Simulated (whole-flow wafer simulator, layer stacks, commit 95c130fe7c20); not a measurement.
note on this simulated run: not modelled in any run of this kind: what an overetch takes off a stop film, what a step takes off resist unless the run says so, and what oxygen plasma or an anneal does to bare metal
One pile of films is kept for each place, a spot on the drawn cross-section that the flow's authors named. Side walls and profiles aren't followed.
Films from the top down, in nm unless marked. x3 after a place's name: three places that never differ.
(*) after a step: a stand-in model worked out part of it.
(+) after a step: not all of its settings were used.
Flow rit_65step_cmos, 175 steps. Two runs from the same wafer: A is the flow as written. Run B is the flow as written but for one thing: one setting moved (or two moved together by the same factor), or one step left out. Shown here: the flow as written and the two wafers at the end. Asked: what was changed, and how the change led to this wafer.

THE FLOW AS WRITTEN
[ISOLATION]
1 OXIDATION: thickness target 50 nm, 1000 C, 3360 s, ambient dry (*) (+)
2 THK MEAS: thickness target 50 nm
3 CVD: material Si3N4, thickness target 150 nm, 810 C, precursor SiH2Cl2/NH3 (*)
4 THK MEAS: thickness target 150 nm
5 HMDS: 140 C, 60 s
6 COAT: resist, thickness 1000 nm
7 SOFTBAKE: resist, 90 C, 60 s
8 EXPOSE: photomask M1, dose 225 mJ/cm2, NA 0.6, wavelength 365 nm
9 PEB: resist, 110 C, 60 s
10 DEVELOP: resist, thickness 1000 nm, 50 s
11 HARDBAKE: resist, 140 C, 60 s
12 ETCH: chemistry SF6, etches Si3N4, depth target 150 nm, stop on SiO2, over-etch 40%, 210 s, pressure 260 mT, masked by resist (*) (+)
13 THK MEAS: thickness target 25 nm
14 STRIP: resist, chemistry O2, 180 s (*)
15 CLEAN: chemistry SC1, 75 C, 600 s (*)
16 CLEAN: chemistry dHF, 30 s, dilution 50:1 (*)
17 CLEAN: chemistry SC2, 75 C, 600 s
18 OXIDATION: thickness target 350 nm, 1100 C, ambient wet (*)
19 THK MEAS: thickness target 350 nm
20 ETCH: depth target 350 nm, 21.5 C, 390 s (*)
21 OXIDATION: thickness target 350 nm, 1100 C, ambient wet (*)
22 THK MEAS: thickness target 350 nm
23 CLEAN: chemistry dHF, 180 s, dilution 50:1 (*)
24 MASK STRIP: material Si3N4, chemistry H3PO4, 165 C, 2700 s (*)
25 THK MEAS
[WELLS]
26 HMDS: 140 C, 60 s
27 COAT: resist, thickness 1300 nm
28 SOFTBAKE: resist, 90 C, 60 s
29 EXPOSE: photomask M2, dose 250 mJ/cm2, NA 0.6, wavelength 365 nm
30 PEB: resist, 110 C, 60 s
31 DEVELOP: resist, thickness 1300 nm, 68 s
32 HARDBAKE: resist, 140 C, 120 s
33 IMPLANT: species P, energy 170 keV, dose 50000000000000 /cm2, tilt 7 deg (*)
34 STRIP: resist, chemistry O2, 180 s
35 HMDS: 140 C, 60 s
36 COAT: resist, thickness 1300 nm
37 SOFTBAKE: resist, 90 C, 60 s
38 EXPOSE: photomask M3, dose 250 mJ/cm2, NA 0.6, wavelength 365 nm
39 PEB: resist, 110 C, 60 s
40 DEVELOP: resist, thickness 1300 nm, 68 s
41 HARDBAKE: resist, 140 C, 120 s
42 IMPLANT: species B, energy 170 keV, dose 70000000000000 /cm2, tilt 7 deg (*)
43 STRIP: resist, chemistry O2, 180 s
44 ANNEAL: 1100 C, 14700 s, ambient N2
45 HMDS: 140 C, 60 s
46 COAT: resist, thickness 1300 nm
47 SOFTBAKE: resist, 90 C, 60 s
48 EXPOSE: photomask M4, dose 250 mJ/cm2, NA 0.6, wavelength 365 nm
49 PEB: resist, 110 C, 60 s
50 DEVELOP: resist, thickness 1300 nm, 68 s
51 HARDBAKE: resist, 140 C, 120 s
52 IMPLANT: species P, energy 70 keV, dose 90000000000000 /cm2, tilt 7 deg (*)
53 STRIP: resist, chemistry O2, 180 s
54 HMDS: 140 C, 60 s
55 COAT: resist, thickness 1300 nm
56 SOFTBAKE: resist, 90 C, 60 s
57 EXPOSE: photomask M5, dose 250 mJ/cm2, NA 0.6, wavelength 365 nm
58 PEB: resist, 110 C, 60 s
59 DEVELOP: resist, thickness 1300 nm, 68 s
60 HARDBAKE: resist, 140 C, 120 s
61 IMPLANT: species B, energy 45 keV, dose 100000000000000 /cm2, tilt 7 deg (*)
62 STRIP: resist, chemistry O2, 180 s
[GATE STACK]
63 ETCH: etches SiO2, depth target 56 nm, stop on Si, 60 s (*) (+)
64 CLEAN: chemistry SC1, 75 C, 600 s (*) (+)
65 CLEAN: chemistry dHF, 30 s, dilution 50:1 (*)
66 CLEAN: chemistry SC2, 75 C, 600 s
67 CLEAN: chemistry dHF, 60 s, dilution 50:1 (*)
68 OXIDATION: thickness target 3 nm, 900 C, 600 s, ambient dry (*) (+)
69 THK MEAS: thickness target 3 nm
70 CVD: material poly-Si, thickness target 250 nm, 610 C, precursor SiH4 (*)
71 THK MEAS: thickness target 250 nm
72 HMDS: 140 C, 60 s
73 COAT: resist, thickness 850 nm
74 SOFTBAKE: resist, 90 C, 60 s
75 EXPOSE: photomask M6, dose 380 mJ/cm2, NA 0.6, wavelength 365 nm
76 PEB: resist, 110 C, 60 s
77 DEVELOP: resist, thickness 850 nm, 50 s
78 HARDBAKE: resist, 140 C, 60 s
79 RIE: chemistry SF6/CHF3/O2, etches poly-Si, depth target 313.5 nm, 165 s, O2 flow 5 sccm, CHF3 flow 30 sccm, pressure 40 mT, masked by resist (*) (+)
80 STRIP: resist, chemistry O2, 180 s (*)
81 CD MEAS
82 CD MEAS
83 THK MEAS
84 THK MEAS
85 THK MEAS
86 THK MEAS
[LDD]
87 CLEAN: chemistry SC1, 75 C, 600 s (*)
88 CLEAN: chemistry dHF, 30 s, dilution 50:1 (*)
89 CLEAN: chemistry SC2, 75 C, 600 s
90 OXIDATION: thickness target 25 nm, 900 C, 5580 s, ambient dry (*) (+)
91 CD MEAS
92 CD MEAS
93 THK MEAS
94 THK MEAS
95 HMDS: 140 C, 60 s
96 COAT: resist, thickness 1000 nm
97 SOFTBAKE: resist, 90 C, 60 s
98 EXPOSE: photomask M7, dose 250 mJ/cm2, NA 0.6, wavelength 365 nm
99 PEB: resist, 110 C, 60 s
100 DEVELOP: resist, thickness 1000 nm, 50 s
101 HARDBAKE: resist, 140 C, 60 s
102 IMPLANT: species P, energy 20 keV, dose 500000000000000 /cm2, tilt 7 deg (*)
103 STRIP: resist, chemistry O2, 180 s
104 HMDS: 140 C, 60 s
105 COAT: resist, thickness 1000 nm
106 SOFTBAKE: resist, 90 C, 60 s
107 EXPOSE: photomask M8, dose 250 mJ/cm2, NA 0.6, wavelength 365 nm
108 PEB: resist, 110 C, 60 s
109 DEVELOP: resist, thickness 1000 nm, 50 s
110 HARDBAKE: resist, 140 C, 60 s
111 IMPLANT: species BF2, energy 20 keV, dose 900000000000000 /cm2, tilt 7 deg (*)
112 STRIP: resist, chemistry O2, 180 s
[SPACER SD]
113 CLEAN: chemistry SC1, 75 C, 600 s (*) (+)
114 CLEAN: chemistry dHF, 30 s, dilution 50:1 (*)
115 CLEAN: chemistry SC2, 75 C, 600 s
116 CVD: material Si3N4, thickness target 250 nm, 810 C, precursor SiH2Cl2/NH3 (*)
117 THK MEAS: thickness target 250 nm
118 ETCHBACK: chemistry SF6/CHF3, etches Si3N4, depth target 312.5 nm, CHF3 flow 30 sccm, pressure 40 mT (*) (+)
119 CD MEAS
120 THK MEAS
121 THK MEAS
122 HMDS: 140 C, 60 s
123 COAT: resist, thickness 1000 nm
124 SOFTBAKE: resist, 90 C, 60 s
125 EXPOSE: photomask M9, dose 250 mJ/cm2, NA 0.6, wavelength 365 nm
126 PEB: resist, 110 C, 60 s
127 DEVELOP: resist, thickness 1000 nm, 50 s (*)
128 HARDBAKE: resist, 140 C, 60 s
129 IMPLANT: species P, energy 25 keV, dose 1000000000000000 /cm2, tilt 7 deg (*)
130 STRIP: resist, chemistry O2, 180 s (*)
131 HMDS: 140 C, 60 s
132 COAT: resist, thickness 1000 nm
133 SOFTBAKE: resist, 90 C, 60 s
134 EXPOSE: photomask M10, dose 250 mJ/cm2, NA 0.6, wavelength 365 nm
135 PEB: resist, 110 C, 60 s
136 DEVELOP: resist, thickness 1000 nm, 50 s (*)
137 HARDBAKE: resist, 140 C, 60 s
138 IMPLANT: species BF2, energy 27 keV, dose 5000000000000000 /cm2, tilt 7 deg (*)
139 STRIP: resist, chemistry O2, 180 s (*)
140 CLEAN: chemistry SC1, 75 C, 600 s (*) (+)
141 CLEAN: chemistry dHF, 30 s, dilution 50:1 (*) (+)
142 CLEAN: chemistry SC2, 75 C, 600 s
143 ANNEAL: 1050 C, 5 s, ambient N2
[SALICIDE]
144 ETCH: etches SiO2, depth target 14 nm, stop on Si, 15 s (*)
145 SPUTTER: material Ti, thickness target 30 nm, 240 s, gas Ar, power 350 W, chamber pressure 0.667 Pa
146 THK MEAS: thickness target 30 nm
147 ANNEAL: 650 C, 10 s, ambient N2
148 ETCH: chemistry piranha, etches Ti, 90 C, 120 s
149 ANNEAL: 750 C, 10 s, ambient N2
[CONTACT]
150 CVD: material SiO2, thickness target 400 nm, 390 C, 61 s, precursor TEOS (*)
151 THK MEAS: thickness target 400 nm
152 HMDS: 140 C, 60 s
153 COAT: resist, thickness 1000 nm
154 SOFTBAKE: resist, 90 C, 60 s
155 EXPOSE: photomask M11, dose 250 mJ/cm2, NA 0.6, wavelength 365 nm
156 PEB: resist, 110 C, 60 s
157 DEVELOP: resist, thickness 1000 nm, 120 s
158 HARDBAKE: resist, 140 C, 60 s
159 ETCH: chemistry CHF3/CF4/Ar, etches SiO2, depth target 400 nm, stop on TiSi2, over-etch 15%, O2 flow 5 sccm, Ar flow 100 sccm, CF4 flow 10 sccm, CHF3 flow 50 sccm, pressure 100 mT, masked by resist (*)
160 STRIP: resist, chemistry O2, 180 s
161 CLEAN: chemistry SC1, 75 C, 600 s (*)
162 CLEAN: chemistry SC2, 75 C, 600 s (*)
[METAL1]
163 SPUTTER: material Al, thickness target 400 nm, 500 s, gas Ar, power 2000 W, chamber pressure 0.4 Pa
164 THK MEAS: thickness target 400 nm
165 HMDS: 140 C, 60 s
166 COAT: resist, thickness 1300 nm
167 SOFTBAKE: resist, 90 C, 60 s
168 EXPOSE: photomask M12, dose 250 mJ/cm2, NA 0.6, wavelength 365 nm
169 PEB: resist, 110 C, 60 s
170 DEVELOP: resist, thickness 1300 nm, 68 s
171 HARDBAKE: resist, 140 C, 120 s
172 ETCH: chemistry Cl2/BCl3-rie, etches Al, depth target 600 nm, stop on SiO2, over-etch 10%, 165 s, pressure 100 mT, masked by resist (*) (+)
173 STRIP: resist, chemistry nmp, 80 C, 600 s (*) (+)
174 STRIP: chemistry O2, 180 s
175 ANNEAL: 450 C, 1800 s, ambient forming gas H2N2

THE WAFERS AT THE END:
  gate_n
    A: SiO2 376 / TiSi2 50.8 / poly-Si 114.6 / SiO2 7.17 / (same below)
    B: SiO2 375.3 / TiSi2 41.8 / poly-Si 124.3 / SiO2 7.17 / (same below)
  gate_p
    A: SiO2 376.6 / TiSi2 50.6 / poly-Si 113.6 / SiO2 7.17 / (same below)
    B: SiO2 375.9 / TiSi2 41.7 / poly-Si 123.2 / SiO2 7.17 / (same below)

The cause: step 145, SPUTTER: 192 s was run, where the flow has 240 s.

How the change led to this, step by step:
  145 SPUTTER: material Ti, thickness target 30 nm, 240 s, gas Ar, power 350 W, chamber pressure 0.667 Pa
      field, field_pw, field_nw, field_p, spacer, spacer_p: A Ti +30 (new film) | B Ti +24 (new film)
      gate_n: A Ti +27.3 (new film) | B Ti +21.8 (new film)
      (and at 1 more place)
  147 ANNEAL: 650 C, 10 s, ambient N2
      gate_n: A Ti -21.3, TiSi first +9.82 (new film), TiSi2 C49 +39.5 (new film), poly-Si -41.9 | B Ti -17, TiSi2 C49 +43.2 (new film), poly-Si -38.7
      gate_p: A Ti -21.2, TiSi first +9.56 (new film), TiSi2 C49 +39.6 (new film), poly-Si -41.9 | B Ti -16.9, TiSi2 C49 +43.1 (new film), poly-Si -38.6
  148 ETCH: chemistry piranha, etches Ti, 90 C, 120 s
      gate_n: A Ti -6 (all of it), TiSi first -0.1 | B Ti -4.8 (all of it), TiSi2 C49 -0.11
      gate_p: A Ti -5.97 (all of it), TiSi first -0.1 | B Ti -4.77 (all of it), TiSi2 C49 -0.11
      (and at 6 more places)
  149 ANNEAL: 750 C, 10 s, ambient N2
      gate_n: A TiSi2 +50.8 (new film), TiSi first -9.72 (all of it), TiSi2 C49 -39.5 (all of it), poly-Si -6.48 | B TiSi2 +41.8 (new film), TiSi2 C49 -43.1 (all of it)
      gate_p: A TiSi2 +50.6 (new film), TiSi first -9.46 (all of it), TiSi2 C49 -39.6 (all of it), poly-Si -6.31 | B TiSi2 +41.7 (new film), TiSi2 C49 -42.9 (all of it)
